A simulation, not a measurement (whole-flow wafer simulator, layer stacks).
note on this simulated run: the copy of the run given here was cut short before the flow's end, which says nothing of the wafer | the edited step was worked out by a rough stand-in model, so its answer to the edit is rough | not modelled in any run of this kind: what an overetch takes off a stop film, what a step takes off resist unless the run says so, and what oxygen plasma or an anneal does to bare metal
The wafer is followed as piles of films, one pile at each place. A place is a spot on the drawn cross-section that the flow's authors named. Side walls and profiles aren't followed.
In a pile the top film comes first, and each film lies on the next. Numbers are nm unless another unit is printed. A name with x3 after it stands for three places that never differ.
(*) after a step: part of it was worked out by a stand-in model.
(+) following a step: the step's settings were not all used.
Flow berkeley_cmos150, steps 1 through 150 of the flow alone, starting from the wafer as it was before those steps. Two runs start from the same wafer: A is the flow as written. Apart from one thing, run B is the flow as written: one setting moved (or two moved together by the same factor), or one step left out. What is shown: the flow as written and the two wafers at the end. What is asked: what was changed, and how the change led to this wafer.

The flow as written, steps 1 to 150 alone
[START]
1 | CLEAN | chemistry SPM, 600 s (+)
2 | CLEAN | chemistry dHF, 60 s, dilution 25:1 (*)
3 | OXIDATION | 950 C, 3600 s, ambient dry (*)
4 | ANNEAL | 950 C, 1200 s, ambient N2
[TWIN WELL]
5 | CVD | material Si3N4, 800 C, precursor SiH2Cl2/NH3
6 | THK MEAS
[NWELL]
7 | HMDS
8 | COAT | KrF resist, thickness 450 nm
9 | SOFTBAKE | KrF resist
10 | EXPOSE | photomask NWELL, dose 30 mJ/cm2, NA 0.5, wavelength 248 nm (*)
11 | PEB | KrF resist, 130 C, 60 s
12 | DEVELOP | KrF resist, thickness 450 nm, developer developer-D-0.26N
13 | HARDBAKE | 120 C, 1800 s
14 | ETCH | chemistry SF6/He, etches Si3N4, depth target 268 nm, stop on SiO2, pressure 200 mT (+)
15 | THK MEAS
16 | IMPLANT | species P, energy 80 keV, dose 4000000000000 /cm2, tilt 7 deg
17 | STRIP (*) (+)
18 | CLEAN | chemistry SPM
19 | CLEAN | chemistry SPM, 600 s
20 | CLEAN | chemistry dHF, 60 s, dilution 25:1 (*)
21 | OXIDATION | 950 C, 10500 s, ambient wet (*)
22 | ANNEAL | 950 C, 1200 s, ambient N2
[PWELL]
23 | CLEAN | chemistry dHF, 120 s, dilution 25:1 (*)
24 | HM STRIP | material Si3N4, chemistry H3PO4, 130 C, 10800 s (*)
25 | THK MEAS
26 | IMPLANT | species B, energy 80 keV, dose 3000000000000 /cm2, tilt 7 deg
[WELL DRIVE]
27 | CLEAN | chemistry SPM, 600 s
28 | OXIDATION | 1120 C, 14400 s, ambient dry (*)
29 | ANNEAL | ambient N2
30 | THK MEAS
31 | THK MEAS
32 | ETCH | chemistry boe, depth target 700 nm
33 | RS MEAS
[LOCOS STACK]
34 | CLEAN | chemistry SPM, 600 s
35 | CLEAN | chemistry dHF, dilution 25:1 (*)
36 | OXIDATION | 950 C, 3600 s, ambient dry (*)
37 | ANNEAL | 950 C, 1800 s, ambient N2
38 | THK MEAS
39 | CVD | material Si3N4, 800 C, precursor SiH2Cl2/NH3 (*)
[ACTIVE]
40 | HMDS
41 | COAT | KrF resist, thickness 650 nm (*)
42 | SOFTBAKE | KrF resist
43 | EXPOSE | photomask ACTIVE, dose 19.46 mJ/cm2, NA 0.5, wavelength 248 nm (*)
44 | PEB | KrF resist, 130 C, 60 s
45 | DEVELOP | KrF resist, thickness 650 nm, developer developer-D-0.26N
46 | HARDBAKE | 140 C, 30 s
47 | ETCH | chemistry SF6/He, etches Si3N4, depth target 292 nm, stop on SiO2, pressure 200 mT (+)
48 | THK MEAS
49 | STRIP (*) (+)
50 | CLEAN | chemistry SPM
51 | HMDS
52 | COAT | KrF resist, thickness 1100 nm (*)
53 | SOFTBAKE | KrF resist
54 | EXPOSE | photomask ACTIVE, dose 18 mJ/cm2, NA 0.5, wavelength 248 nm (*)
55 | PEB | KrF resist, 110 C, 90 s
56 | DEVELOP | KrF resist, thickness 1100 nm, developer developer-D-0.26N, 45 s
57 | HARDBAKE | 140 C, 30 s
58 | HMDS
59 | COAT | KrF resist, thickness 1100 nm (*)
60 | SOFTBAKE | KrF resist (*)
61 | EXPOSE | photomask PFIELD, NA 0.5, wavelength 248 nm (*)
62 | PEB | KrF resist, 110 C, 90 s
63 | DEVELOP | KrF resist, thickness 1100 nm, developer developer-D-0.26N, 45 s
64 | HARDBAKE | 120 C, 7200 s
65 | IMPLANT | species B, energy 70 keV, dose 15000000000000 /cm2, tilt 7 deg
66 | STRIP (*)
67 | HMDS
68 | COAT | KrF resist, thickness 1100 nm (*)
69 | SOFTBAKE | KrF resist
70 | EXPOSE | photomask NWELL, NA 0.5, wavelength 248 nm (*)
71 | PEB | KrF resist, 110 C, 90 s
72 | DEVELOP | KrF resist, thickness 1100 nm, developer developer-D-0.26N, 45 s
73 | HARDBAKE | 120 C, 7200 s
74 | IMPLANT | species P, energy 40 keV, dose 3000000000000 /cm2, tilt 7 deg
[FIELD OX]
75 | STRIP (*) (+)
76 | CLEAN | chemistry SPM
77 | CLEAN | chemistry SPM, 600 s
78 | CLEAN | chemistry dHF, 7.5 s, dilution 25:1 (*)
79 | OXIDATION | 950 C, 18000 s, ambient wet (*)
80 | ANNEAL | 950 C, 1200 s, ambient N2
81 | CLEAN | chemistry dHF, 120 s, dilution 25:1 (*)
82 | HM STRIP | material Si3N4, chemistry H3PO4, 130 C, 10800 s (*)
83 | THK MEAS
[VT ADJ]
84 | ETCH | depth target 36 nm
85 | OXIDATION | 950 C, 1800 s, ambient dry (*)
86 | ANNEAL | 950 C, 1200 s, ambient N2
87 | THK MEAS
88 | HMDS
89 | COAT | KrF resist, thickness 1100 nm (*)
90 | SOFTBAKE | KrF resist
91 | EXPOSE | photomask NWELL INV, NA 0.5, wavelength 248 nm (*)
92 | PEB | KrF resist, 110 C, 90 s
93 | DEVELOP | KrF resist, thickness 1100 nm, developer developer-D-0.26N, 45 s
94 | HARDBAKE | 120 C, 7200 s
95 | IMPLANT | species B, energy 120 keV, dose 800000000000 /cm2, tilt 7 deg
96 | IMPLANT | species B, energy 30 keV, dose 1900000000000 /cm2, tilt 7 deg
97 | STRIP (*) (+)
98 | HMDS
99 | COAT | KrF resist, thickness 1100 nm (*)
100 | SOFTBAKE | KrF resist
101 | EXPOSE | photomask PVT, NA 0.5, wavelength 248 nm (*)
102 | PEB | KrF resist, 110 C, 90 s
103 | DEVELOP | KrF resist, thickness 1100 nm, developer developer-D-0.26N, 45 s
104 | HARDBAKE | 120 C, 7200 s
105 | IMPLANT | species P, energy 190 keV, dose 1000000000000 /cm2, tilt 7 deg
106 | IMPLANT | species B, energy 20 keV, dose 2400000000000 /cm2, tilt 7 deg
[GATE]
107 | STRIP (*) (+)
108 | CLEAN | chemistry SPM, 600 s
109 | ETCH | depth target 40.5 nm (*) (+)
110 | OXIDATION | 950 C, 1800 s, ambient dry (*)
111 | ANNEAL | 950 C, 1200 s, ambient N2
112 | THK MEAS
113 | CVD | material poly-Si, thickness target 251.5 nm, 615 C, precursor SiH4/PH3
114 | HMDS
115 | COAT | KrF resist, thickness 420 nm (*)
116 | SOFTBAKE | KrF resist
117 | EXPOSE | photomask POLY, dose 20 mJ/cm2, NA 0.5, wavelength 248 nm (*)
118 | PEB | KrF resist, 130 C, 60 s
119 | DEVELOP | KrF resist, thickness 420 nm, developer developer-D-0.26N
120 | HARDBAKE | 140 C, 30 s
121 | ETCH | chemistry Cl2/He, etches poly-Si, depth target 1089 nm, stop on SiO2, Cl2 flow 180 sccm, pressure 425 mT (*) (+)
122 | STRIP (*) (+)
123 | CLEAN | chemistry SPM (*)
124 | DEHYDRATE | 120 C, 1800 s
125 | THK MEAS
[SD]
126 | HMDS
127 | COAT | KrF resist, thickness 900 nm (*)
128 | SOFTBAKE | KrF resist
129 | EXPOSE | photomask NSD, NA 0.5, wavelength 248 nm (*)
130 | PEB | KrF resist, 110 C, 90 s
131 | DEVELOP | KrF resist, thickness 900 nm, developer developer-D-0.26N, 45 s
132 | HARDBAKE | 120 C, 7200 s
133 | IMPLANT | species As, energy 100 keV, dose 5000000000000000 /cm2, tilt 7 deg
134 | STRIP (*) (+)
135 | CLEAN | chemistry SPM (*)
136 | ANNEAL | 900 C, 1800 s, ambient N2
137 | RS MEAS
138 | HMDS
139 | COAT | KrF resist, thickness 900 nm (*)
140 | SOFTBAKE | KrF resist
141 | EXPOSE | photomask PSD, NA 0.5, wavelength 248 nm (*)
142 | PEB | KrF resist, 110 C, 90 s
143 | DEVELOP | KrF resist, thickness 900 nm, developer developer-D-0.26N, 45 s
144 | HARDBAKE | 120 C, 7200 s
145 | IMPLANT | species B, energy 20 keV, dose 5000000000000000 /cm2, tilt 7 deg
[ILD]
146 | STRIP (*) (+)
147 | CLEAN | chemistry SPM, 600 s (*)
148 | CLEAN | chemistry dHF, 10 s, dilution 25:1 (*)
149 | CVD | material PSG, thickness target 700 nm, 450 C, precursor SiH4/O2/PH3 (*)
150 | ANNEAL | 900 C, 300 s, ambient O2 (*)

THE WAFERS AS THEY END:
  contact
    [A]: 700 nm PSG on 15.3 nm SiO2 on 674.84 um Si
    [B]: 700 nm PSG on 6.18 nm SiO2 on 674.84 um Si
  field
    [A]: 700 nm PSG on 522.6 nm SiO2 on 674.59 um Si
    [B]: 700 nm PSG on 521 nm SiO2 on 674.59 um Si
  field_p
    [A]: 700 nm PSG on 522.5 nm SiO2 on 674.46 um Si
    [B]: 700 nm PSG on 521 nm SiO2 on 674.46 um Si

Cause: step 110, OXIDATION: 890 C was run, while the flow as written has 950 C.

Step by step, how the change led to this:
  110 | OXIDATION | 950 C, 1800 s, ambient dry (*)
      sd_n, gate_n, sd_p, gate_p, contact, m1: A +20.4 SiO2 (new film), -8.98 Si | B +11.3 SiO2 (new film), -4.96 Si
      field, field_p: A +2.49 SiO2, -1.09 Si | B +0.94 SiO2, -0.41 Si
